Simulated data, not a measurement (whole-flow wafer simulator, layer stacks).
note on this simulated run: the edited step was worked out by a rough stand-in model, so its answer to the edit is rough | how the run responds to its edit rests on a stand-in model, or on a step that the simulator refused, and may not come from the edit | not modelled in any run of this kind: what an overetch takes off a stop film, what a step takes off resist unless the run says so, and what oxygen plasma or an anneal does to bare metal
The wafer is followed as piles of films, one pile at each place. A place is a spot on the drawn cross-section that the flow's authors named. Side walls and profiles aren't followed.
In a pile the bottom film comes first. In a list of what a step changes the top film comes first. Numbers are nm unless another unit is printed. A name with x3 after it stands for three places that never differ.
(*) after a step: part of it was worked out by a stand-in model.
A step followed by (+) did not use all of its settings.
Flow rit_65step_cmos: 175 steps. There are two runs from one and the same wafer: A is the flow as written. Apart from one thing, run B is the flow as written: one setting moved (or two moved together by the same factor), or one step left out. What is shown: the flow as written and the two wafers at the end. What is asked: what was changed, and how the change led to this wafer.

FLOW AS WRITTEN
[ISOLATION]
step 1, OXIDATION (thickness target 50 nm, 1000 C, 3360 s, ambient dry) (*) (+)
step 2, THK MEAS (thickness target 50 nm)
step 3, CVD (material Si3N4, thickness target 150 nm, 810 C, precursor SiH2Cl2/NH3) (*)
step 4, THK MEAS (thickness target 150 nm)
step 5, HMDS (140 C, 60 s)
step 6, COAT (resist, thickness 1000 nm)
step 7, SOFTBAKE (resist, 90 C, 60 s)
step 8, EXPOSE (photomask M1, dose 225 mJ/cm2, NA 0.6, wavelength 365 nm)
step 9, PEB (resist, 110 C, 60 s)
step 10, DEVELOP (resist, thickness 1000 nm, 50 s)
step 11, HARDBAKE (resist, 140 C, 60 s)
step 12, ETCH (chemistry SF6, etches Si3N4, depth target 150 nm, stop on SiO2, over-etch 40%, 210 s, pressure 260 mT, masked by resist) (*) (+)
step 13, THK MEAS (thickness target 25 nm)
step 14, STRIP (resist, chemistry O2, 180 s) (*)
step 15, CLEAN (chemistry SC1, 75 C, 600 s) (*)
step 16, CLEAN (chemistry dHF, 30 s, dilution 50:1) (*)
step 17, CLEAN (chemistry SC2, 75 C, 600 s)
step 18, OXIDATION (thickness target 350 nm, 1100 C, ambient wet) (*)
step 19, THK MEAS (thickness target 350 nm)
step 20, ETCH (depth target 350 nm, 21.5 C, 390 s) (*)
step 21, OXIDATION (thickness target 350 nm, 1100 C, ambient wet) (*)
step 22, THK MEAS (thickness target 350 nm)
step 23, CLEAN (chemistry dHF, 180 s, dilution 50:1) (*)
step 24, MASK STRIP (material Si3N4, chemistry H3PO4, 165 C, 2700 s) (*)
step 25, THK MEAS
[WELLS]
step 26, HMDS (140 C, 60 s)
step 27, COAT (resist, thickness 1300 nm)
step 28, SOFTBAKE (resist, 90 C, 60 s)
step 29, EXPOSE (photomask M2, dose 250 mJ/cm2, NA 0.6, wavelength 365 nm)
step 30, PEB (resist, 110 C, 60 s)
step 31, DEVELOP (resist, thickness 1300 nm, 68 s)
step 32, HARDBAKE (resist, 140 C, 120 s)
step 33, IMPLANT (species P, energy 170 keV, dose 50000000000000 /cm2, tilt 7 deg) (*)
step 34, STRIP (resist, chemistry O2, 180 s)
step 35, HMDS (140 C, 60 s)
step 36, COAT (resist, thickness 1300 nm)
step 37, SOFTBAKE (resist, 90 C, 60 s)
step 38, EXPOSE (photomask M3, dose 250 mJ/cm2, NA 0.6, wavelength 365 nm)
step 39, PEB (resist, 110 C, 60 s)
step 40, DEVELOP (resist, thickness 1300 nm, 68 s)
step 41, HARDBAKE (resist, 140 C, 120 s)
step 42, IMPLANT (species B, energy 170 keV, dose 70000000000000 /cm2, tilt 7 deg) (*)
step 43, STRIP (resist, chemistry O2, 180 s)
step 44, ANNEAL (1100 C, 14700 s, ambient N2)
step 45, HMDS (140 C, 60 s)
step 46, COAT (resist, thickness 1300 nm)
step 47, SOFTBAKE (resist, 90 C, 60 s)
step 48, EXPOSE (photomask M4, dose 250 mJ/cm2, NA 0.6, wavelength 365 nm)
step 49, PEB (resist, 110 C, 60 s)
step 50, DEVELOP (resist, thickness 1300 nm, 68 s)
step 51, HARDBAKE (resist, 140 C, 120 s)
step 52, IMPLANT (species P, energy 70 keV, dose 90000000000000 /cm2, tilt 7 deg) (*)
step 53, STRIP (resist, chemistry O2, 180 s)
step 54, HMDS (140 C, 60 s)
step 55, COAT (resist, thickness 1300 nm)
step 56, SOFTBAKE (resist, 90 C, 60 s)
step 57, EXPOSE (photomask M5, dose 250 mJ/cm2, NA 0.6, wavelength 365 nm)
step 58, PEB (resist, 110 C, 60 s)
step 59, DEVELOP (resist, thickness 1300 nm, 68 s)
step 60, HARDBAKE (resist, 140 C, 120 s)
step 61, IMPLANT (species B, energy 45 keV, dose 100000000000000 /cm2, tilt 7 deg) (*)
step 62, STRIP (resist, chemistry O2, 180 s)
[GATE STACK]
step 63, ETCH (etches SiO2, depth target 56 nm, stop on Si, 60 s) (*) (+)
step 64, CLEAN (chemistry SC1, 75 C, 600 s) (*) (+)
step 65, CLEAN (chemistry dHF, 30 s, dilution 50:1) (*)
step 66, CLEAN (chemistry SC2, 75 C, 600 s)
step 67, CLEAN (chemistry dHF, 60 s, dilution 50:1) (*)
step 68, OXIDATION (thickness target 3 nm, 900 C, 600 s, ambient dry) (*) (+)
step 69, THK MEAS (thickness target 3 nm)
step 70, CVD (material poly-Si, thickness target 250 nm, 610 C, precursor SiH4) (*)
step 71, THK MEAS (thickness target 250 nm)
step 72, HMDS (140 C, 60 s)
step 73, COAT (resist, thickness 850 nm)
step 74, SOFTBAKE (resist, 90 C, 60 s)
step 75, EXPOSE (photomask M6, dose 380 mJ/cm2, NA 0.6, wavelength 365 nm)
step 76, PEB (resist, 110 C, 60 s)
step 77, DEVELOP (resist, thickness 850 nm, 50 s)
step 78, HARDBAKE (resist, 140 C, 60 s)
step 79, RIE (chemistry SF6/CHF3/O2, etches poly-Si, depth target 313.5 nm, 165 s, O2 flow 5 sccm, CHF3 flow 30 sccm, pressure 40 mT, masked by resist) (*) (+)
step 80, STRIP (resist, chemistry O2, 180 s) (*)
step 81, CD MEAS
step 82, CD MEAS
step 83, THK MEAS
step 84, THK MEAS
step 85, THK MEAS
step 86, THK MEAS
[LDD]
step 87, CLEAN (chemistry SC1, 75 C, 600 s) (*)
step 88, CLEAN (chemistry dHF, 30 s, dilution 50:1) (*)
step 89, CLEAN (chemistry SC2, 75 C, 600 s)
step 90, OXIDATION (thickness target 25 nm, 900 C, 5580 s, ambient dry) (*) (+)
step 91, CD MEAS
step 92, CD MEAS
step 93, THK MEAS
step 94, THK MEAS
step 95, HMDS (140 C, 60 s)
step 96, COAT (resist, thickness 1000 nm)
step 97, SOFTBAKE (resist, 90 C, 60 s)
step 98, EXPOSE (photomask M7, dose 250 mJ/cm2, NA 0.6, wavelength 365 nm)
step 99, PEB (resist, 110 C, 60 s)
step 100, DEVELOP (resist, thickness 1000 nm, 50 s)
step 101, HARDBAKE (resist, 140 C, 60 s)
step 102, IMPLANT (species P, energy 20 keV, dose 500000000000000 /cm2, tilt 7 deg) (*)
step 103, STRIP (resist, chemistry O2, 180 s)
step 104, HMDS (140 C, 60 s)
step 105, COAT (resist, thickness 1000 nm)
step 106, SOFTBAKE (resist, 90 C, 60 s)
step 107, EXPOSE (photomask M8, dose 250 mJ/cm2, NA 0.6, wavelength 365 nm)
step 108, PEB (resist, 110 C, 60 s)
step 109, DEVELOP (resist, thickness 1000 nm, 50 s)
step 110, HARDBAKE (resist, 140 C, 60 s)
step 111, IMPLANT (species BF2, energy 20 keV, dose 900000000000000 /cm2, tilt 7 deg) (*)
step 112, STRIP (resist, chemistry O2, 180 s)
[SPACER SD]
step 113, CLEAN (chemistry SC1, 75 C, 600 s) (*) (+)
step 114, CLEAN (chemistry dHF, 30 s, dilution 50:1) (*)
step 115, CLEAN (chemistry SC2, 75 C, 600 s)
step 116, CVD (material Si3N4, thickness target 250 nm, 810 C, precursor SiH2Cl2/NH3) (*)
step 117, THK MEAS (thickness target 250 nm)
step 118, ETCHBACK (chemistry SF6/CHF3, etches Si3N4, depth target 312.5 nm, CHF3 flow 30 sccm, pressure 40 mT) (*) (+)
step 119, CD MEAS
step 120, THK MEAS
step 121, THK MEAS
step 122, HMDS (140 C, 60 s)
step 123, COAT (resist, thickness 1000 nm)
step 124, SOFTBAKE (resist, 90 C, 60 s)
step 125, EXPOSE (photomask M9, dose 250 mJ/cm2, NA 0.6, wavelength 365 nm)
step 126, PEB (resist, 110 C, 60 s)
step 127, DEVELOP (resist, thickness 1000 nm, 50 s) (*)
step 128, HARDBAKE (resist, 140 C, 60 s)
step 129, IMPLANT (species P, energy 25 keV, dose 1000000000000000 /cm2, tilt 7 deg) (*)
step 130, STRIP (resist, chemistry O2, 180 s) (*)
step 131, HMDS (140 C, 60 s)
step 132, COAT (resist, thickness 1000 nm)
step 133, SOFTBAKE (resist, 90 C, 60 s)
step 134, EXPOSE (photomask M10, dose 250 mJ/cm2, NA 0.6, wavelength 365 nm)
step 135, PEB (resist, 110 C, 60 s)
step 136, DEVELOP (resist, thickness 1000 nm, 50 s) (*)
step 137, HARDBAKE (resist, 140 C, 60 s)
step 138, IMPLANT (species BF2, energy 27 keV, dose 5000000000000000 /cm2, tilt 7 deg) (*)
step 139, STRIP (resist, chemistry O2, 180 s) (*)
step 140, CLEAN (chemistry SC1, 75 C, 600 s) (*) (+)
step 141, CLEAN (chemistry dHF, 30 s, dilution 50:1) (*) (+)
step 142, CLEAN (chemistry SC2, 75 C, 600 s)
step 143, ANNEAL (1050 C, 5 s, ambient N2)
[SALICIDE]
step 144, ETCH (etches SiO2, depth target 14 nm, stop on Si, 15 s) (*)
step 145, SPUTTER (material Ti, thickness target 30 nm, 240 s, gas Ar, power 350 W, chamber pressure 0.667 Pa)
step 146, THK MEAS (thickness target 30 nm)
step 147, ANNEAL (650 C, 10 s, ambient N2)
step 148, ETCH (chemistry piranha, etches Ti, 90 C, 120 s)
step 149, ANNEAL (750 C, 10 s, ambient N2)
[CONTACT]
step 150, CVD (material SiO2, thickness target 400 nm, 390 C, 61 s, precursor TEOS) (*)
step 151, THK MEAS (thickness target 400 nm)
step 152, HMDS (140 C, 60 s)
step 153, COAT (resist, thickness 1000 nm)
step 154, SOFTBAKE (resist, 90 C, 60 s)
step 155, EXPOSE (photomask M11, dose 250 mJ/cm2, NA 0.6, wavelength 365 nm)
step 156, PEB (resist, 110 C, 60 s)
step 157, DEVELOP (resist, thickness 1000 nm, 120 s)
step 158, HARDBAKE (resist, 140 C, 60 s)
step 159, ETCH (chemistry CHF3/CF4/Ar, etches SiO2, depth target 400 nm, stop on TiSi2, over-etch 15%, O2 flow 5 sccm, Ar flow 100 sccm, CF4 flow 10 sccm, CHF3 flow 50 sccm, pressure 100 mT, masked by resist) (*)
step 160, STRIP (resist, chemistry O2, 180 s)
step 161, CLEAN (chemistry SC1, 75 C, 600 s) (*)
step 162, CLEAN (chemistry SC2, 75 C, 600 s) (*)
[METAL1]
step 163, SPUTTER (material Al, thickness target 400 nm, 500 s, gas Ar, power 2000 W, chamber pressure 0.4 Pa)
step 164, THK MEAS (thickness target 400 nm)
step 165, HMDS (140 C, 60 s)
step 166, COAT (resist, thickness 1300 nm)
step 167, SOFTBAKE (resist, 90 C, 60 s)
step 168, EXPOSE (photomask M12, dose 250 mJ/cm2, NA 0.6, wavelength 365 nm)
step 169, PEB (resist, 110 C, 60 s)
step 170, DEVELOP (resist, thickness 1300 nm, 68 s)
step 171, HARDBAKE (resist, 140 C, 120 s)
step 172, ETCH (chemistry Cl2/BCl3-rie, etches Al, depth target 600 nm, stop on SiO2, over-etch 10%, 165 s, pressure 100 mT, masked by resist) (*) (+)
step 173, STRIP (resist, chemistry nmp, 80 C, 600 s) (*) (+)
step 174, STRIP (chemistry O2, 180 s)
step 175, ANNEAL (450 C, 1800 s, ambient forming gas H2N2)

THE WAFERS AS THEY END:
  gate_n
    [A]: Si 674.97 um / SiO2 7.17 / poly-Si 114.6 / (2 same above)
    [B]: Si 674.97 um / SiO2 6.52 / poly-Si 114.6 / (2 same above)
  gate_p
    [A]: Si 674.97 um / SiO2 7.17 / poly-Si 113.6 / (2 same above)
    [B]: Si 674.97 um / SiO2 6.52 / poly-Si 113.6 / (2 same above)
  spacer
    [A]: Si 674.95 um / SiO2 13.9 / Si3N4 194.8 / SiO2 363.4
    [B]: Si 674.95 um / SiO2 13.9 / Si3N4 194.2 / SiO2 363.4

Cause: step 68, OXIDATION: 510 s was run, whereas the flow has 600 s.

Step by step, how the change led to this:
  step 68, OXIDATION (thickness target 3 nm, 900 C, 600 s, ambient dry) (*) (+)
      active_n, active_p, gate_n and 7 more: A +7.17 SiO2 (new film), -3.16 Si | B +6.52 SiO2 (new film), -2.87 Si
  step 79, RIE (chemistry SF6/CHF3/O2, etches poly-Si, depth target 313.5 nm, 165 s, O2 flow 5 sccm, CHF3 flow 30 sccm, pressure 40 mT, masked by resist) (*) (+)
      active_n, active_p, spacer, spacer_p, sd_n, sd_p, contact, m1: A -250 poly-Si (all of it), -7.17 SiO2 (all of it) | B -250 poly-Si (all of it), -6.52 SiO2 (all of it)
